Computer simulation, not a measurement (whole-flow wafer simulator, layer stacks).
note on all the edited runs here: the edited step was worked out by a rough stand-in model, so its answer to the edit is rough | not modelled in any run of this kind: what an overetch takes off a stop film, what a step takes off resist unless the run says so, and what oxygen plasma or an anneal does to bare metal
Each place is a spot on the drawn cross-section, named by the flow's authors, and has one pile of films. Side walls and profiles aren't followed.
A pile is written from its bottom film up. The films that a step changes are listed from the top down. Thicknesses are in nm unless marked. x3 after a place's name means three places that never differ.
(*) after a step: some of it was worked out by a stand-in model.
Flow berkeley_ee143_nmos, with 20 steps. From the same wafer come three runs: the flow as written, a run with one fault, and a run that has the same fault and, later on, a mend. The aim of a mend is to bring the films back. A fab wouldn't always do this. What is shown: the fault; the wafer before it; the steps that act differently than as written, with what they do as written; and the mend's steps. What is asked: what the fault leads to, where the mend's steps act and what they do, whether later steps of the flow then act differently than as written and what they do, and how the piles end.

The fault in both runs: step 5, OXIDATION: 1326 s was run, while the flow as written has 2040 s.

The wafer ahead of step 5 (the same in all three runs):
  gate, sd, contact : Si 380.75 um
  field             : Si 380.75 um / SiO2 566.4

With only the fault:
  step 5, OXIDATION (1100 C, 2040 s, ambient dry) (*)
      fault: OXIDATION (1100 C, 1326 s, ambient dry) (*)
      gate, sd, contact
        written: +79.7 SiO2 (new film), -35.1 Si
        fault: +61.7 SiO2 (new film), -27.1 Si
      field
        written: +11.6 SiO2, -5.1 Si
        fault: +7.57 SiO2, -3.33 Si
  Later steps of the flow acting differently than as written (not shown: 1 more step that differs only slightly, by at most 2% or 0.5 nm, whichever is larger):
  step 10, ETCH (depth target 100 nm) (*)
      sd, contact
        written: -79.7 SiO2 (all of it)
        fault: -61.7 SiO2 (all of it)
  At gate, the piles at the end differ from the flow's by more than 2% or 0.5 nm, whichever is larger.
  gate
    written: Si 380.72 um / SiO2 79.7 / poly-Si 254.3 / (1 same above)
    fault: Si 380.72 um / SiO2 61.7 / poly-Si 254.3 / (1 same above)

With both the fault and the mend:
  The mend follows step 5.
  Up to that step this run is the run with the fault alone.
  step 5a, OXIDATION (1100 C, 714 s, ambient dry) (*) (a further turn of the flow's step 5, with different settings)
      gate, sd, contact
        +18.1 SiO2, -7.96 Si
      field
        +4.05 SiO2, -1.78 Si
  Later steps of the flow that are run all act as written at every place that is followed, up to a difference of at most 2% or 0.5 nm, whichever is larger.
  At the end the piles are close to the flow's at the places that both follow, differing by at most 2% or 0.5 nm, whichever is larger.
